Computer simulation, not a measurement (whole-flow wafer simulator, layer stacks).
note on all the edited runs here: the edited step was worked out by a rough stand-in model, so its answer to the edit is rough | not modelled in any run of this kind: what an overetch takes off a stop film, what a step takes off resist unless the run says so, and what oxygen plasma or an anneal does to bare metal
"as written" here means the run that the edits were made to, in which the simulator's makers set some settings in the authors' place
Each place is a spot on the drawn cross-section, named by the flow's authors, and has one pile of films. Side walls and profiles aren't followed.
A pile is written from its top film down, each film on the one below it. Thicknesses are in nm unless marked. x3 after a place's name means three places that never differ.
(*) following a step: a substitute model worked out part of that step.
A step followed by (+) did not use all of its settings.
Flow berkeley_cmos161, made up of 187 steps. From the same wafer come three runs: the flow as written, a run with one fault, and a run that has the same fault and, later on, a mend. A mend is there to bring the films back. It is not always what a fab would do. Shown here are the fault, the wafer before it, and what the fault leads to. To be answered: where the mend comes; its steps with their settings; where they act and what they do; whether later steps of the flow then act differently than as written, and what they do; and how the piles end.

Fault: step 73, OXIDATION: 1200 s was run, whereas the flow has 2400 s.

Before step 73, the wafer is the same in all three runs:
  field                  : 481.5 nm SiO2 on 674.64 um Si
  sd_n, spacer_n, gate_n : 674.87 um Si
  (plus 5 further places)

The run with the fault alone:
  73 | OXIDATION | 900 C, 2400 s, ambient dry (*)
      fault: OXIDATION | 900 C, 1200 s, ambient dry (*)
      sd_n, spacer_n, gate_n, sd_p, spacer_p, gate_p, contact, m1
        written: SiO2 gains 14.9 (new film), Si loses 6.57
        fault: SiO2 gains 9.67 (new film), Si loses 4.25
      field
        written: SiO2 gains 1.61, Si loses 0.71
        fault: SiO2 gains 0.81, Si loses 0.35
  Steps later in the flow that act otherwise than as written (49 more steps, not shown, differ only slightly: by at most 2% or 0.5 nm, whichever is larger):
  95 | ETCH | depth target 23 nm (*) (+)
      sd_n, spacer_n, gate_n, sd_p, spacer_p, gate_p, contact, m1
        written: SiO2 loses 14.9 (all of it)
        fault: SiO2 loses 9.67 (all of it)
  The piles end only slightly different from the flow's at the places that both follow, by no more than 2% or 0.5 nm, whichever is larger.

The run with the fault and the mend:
  The mend stands after step 73.
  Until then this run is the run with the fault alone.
  73a | OXIDATION | 900 C, 1200 s, ambient dry (*) (a further turn of the flow's step 73, with different settings)
      sd_n, spacer_n, gate_n, sd_p, spacer_p, gate_p, contact, m1
        SiO2 gains 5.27, Si loses 2.32
      field
        SiO2 gains 0.81, Si loses 0.35
  Later steps of the flow that are run all act as written at every place that is followed.
  At every place that both follow, the piles at the end match the flow's.
